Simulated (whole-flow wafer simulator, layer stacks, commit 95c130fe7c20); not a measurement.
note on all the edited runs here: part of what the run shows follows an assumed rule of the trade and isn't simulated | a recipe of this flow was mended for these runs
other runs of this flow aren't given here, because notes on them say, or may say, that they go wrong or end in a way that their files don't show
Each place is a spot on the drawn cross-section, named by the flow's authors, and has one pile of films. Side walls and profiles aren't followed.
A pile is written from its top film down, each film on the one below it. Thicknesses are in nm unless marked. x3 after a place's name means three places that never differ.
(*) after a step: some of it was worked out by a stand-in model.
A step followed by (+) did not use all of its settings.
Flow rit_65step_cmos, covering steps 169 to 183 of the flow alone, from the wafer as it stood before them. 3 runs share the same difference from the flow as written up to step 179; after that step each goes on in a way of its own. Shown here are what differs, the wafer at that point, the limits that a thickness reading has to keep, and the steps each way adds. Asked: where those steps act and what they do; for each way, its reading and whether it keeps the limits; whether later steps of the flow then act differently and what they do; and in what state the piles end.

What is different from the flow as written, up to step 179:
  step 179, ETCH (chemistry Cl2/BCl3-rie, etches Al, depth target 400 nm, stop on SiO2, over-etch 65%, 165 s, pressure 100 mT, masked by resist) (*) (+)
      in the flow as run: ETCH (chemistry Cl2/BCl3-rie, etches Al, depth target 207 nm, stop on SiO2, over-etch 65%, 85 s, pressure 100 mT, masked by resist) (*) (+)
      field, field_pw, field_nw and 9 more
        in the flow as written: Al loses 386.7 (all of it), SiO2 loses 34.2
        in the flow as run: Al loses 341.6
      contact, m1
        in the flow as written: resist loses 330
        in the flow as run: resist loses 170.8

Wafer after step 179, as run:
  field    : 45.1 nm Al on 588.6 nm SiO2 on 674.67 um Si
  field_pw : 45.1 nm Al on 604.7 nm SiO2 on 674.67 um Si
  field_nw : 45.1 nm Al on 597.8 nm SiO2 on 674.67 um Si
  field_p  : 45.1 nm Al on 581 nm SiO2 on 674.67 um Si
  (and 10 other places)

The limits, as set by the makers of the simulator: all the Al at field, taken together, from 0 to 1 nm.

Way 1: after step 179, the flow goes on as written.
  After step 179, the reading is 45.1 nm, outside the limits.
  Steps later in the flow that act otherwise than as written:
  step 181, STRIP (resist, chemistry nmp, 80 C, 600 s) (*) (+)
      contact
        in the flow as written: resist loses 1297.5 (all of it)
        going this way: resist loses 1456.7 (all of it)
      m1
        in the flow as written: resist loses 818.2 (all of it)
        going this way: resist loses 977.4 (all of it)
  By the end, the piles at field, field_pw, field_nw and 9 more depart from the flow's by more than 2% or 0.5 nm, whichever is larger.
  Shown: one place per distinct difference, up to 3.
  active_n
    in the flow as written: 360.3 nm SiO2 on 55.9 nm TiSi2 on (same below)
    going this way: 45.1 nm Al on 394.5 nm SiO2 on 55.9 nm TiSi2 on (same below)
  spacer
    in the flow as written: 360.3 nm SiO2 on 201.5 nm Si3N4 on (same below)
    going this way: 45.1 nm Al on 394.5 nm SiO2 on 201.5 nm Si3N4 on (same below)
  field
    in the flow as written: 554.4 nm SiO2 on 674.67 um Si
    going this way: 45.1 nm Al on 588.6 nm SiO2 on 674.67 um Si

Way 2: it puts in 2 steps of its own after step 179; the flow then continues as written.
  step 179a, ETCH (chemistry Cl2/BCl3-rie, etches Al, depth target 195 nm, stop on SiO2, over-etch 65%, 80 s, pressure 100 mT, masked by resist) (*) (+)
      field, field_pw, field_nw and 9 more
        Al loses 45.1 (all of it), SiO2 loses 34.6
      contact, m1
        resist loses 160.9
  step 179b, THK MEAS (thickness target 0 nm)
      leaves every film unchanged at each place that is followed
  After step 179b, the reading is 0 nm, within the limits.
  None of the later steps of the flow differs from how it acts as written, at any place that is followed, by more than 2% or 0.5 nm, whichever is larger.
  At the end the piles are close to the flow's at the places that both follow, differing by at most 2% or 0.5 nm, whichever is larger.

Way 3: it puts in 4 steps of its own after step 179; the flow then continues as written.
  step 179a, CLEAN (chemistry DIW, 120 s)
      leaves every film unchanged at each place that is followed
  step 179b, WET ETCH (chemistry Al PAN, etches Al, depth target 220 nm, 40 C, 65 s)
      field, field_pw, field_nw and 9 more
        Al loses 45.1 (all of it)
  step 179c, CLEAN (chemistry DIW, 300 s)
      leaves every film unchanged at each place that is followed
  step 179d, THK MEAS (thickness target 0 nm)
      leaves every film unchanged at each place that is followed
  After step 179d, the reading is 0 nm, within the limits.
  Steps later in the flow that act otherwise than as written:
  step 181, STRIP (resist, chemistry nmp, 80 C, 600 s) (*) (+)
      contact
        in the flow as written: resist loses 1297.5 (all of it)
        going this way: resist loses 1456.7 (all of it)
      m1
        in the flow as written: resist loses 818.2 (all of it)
        going this way: resist loses 977.4 (all of it)
  By the end, the piles at field, field_pw, field_nw and 9 more depart from the flow's by more than 2% or 0.5 nm, whichever is larger.
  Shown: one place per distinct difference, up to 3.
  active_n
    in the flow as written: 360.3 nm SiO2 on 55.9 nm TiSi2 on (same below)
    going this way: 394.5 nm SiO2 on 55.9 nm TiSi2 on (same below)
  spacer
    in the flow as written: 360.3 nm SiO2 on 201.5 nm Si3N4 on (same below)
    going this way: 394.5 nm SiO2 on 201.5 nm Si3N4 on (same below)
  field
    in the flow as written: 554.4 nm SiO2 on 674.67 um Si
    going this way: 588.6 nm SiO2 on 674.67 um Si

The limits are kept by: way 2, way 3. They are not kept by: way 1.
